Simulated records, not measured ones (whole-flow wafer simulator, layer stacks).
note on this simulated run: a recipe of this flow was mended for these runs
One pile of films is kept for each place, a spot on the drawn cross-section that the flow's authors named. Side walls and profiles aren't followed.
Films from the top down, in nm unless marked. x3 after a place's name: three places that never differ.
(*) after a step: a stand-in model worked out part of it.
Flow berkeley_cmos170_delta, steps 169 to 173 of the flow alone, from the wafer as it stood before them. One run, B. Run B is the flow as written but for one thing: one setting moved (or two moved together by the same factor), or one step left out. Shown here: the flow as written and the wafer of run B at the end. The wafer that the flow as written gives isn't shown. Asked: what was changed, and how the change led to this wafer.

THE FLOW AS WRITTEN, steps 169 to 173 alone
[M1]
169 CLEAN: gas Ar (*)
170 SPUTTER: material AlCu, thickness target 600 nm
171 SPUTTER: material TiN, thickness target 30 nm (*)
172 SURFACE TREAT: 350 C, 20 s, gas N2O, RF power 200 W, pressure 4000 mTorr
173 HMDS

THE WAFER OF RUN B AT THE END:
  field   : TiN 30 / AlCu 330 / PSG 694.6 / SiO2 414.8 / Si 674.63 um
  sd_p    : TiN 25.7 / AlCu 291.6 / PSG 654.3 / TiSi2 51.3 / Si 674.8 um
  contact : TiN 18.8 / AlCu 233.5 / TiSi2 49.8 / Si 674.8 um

The cause: step 170, SPUTTER: thickness target 330 nm was run, where the flow has thickness target 600 nm.
It can be read off the wafer: field has AlCu 330, and step 170 as written asks for 600 nm.

How the change led to this, step by step:
  170 SPUTTER: material AlCu, thickness target 600 nm
      field, sd_n, spacer_n, gate, spacer_p, gate_p, m1: AlCu +330 (new film) (as written it would be: AlCu +600 (new film))
      sd_p: AlCu +291.6 (new film) (as written it would be: AlCu +539.5 (new film))
      (and at 1 more place)
  171 SPUTTER: material TiN, thickness target 30 nm (*)
      contact: TiN +18.8 (new film) (as written it would be: TiN +16.3 (new film))
